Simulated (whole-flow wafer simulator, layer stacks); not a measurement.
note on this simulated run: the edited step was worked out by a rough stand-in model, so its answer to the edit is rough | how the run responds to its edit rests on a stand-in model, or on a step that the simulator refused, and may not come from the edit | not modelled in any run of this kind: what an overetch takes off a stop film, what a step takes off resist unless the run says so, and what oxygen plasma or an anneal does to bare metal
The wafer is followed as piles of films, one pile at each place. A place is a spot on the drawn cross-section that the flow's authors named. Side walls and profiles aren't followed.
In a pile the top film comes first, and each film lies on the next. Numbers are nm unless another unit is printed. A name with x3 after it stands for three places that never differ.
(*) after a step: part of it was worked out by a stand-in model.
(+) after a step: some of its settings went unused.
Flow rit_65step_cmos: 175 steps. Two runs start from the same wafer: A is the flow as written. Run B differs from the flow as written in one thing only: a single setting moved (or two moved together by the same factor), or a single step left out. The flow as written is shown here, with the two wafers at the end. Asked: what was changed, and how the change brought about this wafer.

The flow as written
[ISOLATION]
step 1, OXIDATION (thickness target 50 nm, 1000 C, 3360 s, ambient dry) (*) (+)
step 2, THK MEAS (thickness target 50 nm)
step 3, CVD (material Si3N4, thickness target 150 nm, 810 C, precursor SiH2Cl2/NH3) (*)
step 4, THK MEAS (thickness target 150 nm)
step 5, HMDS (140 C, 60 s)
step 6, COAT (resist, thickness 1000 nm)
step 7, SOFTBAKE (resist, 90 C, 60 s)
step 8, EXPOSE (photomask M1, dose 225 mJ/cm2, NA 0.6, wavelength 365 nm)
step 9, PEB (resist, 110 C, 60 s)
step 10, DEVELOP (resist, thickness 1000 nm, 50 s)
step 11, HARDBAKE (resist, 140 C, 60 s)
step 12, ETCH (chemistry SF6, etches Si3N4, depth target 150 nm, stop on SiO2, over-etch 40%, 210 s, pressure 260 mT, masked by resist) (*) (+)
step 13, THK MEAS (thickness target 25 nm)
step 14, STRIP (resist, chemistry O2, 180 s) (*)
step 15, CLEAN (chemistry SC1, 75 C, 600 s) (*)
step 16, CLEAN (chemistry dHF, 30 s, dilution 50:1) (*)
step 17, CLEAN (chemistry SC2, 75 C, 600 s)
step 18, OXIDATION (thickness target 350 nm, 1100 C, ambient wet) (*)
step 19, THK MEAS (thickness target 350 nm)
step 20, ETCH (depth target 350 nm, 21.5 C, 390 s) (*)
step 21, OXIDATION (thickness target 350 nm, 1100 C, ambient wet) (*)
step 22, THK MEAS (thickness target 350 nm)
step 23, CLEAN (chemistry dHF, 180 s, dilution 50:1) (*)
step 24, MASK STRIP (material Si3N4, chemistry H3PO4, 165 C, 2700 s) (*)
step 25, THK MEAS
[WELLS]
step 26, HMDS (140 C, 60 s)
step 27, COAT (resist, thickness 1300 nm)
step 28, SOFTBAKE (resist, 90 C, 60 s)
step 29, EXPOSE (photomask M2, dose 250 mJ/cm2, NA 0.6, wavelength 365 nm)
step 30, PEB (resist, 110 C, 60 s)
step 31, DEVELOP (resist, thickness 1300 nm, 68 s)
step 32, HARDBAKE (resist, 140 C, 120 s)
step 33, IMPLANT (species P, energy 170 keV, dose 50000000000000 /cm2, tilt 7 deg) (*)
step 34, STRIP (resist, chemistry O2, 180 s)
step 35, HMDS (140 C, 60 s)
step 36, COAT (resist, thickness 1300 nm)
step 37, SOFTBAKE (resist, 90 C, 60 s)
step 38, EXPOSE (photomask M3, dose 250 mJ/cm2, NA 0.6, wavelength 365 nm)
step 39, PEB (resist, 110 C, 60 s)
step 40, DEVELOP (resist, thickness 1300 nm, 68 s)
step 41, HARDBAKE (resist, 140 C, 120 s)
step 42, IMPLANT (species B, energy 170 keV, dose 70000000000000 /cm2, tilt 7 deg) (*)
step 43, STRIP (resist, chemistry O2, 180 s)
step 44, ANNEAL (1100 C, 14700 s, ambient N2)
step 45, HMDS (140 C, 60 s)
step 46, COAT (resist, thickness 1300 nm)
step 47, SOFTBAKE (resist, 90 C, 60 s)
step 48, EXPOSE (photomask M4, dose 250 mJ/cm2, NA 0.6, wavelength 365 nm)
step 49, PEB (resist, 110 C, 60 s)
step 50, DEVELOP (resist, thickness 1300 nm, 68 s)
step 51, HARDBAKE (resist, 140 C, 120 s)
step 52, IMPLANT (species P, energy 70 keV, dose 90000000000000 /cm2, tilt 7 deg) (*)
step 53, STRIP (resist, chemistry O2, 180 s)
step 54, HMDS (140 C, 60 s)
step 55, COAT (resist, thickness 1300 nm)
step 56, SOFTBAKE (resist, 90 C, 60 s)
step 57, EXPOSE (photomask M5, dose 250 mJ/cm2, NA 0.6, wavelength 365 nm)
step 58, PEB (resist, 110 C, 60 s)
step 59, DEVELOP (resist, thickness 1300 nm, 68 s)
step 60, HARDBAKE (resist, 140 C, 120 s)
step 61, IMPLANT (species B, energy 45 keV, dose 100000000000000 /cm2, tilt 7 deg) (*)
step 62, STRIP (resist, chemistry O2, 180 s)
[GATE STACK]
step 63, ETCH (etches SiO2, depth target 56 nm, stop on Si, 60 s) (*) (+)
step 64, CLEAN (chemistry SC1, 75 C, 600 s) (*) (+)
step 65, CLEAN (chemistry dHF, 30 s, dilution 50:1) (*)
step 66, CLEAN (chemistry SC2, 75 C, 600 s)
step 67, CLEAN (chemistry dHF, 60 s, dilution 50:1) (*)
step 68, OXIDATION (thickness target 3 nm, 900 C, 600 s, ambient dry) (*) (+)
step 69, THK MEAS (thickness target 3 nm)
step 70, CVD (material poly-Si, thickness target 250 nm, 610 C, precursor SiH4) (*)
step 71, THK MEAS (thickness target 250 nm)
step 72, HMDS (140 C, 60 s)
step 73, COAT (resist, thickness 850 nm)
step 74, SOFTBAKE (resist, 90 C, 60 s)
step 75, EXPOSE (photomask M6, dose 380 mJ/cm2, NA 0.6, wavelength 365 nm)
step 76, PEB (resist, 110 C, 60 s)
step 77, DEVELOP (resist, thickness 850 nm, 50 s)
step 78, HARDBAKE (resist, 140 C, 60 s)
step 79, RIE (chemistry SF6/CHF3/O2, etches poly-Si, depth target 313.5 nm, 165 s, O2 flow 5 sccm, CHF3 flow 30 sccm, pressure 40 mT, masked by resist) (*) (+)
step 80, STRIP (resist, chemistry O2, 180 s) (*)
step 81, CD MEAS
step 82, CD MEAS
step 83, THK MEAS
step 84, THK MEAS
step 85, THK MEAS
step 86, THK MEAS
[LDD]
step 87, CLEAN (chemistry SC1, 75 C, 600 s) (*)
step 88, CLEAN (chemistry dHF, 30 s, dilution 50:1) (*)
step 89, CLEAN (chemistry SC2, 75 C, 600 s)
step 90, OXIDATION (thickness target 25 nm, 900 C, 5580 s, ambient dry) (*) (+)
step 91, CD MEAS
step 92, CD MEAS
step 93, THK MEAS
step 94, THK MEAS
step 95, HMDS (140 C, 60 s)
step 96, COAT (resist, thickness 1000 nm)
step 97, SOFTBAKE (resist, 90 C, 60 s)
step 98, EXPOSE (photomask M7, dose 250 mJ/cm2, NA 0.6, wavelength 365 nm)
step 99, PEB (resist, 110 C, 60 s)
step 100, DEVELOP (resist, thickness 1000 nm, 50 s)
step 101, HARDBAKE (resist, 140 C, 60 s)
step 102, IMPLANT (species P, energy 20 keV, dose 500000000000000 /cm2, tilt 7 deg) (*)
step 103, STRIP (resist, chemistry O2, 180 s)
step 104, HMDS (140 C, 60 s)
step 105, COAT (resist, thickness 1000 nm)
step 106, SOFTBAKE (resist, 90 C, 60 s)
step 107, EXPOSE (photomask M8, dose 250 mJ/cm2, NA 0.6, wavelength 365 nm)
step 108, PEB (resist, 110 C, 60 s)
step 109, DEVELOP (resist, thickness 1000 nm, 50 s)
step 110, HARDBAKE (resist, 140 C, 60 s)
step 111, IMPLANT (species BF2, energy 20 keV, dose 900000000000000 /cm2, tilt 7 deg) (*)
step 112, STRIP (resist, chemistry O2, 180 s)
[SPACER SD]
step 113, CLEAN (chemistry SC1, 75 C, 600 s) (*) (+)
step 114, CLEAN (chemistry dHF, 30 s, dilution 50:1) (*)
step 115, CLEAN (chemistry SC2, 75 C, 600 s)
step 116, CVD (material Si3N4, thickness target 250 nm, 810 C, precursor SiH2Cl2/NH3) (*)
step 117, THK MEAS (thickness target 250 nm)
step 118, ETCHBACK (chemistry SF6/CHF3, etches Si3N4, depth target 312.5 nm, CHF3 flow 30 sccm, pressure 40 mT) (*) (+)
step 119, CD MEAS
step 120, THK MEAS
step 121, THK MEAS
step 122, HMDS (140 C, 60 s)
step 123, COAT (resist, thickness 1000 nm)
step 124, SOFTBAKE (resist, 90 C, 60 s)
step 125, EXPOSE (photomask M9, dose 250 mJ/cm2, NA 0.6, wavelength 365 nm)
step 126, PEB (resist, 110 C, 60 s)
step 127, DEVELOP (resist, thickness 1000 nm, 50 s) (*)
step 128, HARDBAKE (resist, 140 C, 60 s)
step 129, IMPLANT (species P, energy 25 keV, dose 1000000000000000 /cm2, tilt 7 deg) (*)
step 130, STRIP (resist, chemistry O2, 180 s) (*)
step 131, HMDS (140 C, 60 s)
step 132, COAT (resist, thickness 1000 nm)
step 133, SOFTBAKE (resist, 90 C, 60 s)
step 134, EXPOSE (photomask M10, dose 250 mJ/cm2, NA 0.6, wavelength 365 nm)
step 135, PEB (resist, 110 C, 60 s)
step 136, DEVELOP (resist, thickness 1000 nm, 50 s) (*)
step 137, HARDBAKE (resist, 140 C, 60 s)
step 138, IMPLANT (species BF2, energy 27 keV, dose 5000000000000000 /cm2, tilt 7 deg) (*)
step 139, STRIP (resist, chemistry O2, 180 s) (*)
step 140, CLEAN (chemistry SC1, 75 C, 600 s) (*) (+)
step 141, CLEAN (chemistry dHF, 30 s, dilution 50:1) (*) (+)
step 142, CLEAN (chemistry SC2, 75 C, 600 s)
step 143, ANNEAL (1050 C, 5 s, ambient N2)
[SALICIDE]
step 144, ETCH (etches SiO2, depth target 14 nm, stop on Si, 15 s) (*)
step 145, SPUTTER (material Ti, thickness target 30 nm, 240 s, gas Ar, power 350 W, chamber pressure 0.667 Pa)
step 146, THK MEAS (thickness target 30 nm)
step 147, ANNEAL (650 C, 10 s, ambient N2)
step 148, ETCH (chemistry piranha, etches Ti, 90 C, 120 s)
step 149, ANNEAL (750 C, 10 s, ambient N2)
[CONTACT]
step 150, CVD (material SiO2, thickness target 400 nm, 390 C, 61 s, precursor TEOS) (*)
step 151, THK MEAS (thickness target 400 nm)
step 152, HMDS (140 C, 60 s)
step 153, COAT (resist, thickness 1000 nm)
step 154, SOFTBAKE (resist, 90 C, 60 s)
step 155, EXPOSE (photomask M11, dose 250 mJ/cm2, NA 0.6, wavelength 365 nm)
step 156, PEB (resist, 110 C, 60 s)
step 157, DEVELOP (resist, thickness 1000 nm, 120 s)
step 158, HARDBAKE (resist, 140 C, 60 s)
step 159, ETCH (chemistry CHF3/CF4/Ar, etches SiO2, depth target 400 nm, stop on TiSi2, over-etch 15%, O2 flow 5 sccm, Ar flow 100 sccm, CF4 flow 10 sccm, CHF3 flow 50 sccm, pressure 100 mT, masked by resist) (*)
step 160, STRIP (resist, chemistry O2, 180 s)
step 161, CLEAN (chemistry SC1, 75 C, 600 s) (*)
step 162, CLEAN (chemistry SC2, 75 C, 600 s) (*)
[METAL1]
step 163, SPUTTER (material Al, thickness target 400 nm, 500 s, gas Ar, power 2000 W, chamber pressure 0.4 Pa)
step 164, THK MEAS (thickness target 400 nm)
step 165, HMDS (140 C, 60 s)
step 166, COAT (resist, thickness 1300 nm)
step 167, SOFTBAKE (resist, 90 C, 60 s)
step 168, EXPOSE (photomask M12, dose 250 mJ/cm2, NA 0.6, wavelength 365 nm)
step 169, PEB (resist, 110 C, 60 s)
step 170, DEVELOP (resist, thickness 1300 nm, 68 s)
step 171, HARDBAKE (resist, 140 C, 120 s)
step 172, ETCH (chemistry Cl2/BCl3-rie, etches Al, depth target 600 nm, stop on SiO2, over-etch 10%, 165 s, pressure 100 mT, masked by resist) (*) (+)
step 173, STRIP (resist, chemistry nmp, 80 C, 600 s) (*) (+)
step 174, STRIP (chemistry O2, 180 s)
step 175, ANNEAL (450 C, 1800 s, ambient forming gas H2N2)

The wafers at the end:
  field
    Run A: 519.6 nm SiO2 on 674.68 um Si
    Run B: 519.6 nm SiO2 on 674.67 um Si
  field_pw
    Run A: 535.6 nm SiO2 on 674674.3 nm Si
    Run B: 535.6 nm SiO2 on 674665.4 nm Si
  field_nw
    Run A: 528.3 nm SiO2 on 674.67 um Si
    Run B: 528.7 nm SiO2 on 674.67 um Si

What caused this: step 1, OXIDATION: 1100 C was run, while the flow as written has 1000 C.

Step by step, how the change led to this:
  step 1, OXIDATION (thickness target 50 nm, 1000 C, 3360 s, ambient dry) (*) (+)
      field, field_pw, field_nw and 11 more: A +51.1 SiO2 (new film), -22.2 Si | B +116.8 SiO2 (new film), -51.1 Si
  step 18, OXIDATION (thickness target 350 nm, 1100 C, ambient wet) (*)
      field, field_p: A +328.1 SiO2, -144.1 Si | B +287.7 SiO2, -126.6 Si
      field_pw, field_nw: A +332.2 SiO2, -146.2 Si | B +287.7 SiO2, -126.6 Si
  step 20, ETCH (depth target 350 nm, 21.5 C, 390 s) (*)
      field, field_p: A -351.3 SiO2 (all of it), -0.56 Si | B -376.5 SiO2 (all of it), -0.08 Si
      field_pw, field_nw: A -355.4 SiO2 (all of it), -0.49 Si | B -376.5 SiO2 (all of it), -0.08 Si
  step 27, COAT (resist, thickness 1300 nm)
      field: A +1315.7 resist (new film) | B +1350.8 resist (new film)
      field_p: A +1315.6 resist (new film) | B +1350.6 resist (new film)
  step 30, PEB (resist, 110 C, 60 s)
      field, field_p: A -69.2 resist | B -71 resist
  step 31, DEVELOP (resist, thickness 1300 nm, 68 s)
      field_p: A -1246.4 resist (all of it) | B -1279.5 resist (all of it)
  step 32, HARDBAKE (resist, 140 C, 120 s)
      field: A -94 resist | B -96.5 resist
  step 34, STRIP (resist, chemistry O2, 180 s)
      field: A -1152.5 resist (all of it) | B -1183.2 resist (all of it)
  step 36, COAT (resist, thickness 1300 nm)
      field: A +1315.7 resist (new film) | B +1350.8 resist (new film)
      field_p: A +1315.6 resist (new film) | B +1350.6 resist (new film)
  step 39, PEB (resist, 110 C, 60 s)
      field, field_p: A -69.2 resist | B -71 resist
  step 40, DEVELOP (resist, thickness 1300 nm, 68 s)
      field: A -1246.5 resist (all of it) | B -1279.7 resist (all of it)
  step 41, HARDBAKE (resist, 140 C, 120 s)
      field_p: A -94 resist | B -96.4 resist
  step 43, STRIP (resist, chemistry O2, 180 s)
      field_p: A -1152.5 resist (all of it) | B -1183.1 resist (all of it)
  step 46, COAT (resist, thickness 1300 nm)
      field: A +1315.7 resist (new film) | B +1350.8 resist (new film)
      field_p: A +1315.6 resist (new film) | B +1350.6 resist (new film)
  step 49, PEB (resist, 110 C, 60 s)
      field, field_p: A -69.2 resist | B -71 resist
  step 50, DEVELOP (resist, thickness 1300 nm, 68 s)
      field_p: A -1246.4 resist (all of it) | B -1279.5 resist (all of it)
  ... 37 further steps ...
  step 170, DEVELOP (resist, thickness 1300 nm, 68 s)
      gate_n: A -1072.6 resist (all of it) | B -1050.8 resist (all of it)
      spacer: A -1058.9 resist (all of it) | B -1036.4 resist (all of it)
